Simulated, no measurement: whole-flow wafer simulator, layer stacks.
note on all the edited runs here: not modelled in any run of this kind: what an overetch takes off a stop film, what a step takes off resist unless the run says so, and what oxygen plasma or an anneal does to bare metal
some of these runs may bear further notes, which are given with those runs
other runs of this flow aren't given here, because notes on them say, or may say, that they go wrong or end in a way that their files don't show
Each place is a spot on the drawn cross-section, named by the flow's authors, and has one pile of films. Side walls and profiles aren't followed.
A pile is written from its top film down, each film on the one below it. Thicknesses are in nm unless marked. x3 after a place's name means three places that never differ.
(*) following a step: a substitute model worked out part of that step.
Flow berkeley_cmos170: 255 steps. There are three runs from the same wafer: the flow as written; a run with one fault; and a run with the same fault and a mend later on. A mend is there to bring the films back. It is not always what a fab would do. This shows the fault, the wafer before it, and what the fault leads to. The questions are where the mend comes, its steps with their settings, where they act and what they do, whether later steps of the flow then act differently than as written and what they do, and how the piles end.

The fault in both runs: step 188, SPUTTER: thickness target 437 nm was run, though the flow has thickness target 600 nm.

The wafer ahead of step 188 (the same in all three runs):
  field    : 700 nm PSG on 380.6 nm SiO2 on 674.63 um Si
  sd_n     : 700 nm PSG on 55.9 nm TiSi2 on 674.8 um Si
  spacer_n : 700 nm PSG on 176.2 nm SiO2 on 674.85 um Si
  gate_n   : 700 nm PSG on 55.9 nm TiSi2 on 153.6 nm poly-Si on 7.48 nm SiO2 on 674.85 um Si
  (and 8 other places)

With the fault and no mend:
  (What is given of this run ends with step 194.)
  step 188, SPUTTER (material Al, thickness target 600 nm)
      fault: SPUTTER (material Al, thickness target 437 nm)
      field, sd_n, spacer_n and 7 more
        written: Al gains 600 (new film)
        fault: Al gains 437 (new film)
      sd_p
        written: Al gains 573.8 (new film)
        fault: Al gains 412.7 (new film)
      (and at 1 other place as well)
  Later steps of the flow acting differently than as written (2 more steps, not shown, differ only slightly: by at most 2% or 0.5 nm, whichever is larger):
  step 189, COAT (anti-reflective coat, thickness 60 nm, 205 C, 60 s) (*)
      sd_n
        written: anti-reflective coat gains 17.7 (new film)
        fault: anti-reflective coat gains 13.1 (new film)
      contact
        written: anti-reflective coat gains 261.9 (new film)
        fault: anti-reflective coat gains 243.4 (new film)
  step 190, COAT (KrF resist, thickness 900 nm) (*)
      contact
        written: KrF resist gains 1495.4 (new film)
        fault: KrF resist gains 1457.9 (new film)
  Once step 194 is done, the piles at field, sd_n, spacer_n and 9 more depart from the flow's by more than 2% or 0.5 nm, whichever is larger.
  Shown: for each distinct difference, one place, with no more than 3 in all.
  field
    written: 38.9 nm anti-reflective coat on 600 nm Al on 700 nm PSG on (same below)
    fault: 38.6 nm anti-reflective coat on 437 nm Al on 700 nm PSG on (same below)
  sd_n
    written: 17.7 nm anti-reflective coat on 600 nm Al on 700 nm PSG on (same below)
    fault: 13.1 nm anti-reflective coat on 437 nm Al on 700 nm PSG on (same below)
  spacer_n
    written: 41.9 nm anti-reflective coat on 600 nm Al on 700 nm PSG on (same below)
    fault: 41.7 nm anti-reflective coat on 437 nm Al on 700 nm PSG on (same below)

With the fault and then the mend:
  The mend stands after step 188.
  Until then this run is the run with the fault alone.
  step 188a, ETCH (chemistry al pan, depth target 502.3 nm)
      field, sd_n, spacer_n and 7 more
        Al loses 437 (all of it)
      sd_p
        Al loses 412.7 (all of it)
      contact
        Al loses 306.4 (all of it)
  step 188b, SPUTTER (material Al, thickness target 600 nm) (the flow's step 188, run once more)
      field, sd_n, spacer_n and 7 more
        Al gains 600 (new film)
      sd_p
        Al gains 573.8 (new film)
      contact
        Al gains 415.7 (new film)
  Later steps of the flow that are run all act as written at every place that is followed.
  At every place that both follow, the piles at the end match the flow's.
